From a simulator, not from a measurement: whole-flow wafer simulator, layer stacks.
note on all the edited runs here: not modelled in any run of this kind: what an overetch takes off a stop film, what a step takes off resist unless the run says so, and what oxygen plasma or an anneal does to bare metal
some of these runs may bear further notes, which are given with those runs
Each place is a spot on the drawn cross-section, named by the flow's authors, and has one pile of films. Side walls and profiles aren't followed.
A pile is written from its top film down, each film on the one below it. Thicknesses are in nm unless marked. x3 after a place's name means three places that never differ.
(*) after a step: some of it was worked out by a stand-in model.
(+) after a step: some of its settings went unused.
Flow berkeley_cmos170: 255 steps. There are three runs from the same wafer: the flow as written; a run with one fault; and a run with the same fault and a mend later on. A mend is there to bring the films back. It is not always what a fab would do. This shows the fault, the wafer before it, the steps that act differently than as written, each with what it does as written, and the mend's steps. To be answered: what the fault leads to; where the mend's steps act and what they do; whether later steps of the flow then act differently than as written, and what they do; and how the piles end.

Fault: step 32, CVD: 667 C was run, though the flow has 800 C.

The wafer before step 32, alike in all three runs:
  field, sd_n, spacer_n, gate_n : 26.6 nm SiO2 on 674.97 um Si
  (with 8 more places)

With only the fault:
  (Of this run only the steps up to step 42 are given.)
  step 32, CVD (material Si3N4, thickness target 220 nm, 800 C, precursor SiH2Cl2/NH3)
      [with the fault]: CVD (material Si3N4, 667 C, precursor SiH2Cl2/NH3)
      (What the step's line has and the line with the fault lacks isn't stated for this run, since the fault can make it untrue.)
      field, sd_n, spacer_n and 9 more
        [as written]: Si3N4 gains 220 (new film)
        [with the fault]: Si3N4 gains 21.2 (new film)
  Later steps of the flow acting differently than as written:
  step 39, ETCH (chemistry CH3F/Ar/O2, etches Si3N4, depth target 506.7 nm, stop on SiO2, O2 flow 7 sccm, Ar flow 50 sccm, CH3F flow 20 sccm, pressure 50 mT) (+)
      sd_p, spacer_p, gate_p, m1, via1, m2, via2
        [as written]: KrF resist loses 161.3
        [with the fault]: KrF resist loses 28.8
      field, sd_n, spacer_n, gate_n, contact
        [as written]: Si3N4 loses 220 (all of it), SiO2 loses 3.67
        [with the fault]: Si3N4 loses 21.2 (all of it), SiO2 loses 3.67
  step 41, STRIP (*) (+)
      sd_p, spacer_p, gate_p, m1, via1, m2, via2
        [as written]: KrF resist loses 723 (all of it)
        [with the fault]: KrF resist loses 855.6 (all of it)
  After step 42, at sd_p, spacer_p, gate_p, m1, via1, m2, via2, the piles differ from the flow's by more than 2% or 0.5 nm, whichever is larger.
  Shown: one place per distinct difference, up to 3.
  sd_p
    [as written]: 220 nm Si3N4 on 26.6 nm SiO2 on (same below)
    [with the fault]: 21.2 nm Si3N4 on 26.6 nm SiO2 on (same below)

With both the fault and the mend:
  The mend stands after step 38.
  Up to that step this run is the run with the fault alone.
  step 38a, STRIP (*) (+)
      sd_p, spacer_p, gate_p, m1, via1, m2, via2
        KrF resist loses 884.4 (all of it)
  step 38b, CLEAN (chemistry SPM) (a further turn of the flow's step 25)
      alters no film at any place that is followed
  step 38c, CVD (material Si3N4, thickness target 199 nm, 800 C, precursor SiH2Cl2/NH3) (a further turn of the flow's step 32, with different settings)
      field, sd_n, spacer_n and 9 more
        Si3N4 gains 199
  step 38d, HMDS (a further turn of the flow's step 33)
      alters no film at any place that is followed
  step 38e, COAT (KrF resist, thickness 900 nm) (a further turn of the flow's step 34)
      field, sd_n, spacer_n and 9 more
        KrF resist gains 900 (new film)
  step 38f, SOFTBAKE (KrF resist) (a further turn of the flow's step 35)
      alters no film at any place that is followed
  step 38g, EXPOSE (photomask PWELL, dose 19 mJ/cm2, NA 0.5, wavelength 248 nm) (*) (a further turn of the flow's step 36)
      alters no film at any place that is followed
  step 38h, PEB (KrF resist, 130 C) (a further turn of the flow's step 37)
      field, sd_n, spacer_n and 9 more
        KrF resist loses 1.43
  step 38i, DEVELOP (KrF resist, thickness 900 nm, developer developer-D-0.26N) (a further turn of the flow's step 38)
      sd_p, spacer_p, gate_p, m1, via1, m2, via2
        KrF resist loses 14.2
      field, sd_n, spacer_n, gate_n, contact
        KrF resist loses 898.6 (all of it)
  Later steps of the flow that are run all act as written at every place that is followed, up to a difference of at most 2% or 0.5 nm, whichever is larger.
  The piles end the same as the flow's at every place that both follow.
